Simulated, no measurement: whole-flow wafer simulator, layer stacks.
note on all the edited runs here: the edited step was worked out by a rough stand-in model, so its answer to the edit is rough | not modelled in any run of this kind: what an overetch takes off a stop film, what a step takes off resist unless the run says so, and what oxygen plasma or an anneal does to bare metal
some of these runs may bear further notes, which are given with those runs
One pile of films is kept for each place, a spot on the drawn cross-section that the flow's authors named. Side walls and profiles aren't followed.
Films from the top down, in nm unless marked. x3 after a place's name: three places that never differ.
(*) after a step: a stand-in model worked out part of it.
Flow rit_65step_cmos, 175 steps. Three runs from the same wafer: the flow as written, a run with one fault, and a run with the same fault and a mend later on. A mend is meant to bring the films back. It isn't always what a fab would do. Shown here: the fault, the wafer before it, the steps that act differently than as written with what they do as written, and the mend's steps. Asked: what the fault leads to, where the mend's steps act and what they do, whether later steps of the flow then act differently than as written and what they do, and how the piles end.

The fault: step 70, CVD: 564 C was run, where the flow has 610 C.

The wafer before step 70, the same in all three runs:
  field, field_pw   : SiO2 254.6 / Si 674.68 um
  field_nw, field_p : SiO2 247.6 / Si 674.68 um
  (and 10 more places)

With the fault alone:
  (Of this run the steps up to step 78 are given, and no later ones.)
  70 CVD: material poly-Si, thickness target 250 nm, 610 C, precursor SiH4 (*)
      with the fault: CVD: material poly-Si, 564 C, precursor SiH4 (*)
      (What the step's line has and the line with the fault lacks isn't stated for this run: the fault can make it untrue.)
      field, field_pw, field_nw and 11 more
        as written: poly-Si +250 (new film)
        with the fault: poly-Si +92.4 (new film)
  No later step of the flow up to step 78 acts differently than as written, at any place that is followed, by more than 2% or 0.5 nm, whichever is larger.
  After step 78 the piles differ from the flow's by more than 2% or 0.5 nm, whichever is larger, at field, field_pw, field_nw and 11 more.
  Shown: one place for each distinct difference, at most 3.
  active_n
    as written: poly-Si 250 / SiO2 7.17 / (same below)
    with the fault: poly-Si 92.4 / SiO2 7.17 / (same below)
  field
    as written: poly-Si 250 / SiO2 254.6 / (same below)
    with the fault: poly-Si 92.4 / SiO2 254.6 / (same below)
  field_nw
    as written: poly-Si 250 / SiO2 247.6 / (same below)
    with the fault: poly-Si 92.4 / SiO2 247.6 / (same below)

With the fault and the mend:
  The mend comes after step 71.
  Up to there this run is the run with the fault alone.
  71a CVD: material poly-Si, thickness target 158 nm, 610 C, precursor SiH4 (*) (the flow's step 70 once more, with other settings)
      field, field_pw, field_nw and 11 more
        poly-Si +158
  No later step of the flow acts differently than as written, at any place that is followed, by more than 2% or 0.5 nm, whichever is larger.
  At the end the piles differ from the flow's only slightly at the places that both follow, by at most 2% or 0.5 nm, whichever is larger.
